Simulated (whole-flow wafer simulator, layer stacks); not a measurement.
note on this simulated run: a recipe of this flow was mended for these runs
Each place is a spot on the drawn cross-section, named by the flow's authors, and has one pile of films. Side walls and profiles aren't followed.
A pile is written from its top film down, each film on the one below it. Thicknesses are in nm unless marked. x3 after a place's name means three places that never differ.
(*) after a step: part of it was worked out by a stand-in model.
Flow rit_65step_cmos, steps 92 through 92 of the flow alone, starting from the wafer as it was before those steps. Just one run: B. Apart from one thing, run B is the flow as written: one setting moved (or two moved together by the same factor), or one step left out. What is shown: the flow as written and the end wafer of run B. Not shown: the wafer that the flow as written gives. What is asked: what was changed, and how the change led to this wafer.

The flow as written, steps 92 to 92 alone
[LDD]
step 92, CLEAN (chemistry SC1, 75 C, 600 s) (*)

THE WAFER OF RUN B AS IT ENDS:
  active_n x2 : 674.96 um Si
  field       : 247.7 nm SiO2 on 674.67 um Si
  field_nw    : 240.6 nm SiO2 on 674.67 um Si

What caused this: step 92, CLEAN: 88 C was run, while the flow as written has 75 C.

The path from the change to this, step by step:
  step 92, CLEAN (chemistry SC1, 75 C, 600 s) (*)
      active_n x2, spacer x6: SiO2 loses 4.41 (all of it) (it would be, as written: SiO2 loses 2.05)
      field, field_pw, field_nw, field_p: SiO2 loses 4.2 (it would be, as written: SiO2 loses 2.05)
      (also at 2 further places)
